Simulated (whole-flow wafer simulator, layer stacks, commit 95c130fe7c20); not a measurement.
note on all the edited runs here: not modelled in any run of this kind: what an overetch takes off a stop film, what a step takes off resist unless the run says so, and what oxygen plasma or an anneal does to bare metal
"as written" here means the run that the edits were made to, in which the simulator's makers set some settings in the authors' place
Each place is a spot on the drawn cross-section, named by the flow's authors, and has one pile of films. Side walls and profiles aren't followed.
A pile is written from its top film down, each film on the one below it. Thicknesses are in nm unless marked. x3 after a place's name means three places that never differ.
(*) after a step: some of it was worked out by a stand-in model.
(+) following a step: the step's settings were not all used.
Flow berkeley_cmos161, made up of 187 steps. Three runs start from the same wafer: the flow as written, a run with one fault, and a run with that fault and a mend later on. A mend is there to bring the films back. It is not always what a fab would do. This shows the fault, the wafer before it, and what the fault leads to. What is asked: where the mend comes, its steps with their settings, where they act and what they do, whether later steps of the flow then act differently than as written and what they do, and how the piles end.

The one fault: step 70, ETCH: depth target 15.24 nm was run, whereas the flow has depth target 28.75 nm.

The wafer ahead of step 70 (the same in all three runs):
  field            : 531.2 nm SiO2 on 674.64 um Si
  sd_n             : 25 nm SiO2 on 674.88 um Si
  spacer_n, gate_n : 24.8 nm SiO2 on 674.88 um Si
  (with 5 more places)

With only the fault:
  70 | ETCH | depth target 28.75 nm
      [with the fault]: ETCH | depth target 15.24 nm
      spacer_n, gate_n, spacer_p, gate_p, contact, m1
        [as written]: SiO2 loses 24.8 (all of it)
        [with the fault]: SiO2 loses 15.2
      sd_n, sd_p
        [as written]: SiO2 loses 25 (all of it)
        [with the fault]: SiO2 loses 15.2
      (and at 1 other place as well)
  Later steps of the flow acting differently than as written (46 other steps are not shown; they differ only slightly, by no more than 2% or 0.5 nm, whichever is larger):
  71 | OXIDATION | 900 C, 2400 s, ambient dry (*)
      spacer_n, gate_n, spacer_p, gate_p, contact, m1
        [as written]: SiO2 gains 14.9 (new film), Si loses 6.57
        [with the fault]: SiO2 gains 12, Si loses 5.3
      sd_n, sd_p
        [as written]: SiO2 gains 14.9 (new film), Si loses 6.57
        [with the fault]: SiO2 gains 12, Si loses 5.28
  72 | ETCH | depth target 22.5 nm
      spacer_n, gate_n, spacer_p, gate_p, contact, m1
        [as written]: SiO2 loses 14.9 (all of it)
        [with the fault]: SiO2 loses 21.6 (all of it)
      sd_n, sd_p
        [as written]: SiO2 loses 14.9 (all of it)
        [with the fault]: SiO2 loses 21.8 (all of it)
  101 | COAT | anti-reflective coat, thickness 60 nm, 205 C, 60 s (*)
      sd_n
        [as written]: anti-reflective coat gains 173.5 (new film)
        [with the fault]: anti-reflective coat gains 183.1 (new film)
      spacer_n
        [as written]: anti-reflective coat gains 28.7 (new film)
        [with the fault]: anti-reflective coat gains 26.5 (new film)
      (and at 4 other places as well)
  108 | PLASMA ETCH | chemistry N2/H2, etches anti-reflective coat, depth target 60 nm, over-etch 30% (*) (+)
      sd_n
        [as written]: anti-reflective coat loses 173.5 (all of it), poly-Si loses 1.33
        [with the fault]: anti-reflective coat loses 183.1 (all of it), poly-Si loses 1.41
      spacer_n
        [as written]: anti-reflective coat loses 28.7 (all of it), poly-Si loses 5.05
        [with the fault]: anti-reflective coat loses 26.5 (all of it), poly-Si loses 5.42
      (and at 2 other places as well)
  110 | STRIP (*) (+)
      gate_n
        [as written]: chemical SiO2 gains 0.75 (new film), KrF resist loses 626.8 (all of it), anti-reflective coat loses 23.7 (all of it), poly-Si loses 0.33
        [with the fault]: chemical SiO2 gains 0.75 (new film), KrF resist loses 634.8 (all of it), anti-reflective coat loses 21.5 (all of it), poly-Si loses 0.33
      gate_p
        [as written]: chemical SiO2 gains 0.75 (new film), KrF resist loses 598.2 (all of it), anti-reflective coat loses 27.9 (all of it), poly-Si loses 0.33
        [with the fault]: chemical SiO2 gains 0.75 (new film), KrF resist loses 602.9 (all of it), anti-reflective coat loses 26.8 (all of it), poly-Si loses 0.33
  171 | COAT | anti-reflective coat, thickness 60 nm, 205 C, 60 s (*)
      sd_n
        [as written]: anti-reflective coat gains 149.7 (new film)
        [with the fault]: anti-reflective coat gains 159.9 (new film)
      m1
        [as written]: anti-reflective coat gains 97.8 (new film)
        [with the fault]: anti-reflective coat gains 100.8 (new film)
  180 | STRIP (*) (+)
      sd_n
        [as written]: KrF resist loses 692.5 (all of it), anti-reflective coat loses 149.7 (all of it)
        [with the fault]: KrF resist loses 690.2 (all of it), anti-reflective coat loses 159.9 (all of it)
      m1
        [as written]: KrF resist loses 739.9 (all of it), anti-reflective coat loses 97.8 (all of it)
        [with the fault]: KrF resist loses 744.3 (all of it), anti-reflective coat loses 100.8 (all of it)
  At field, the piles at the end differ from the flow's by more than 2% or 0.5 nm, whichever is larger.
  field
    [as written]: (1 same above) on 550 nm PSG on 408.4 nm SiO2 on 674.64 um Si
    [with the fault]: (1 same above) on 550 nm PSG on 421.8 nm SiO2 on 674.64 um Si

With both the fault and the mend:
  After step 70 comes the mend.
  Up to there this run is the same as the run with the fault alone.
  70a | ETCH | depth target 13.51 nm (a further turn of the flow's step 70, with different settings)
      spacer_n, gate_n, spacer_p, gate_p, contact, m1
        SiO2 loses 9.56 (all of it)
      sd_n, sd_p
        SiO2 loses 9.8 (all of it)
      field
        SiO2 loses 13.5
  None of the later steps of the flow acts differently than as written at any place that is followed.
  By the end, the piles equal the flow's at every place that both follow.
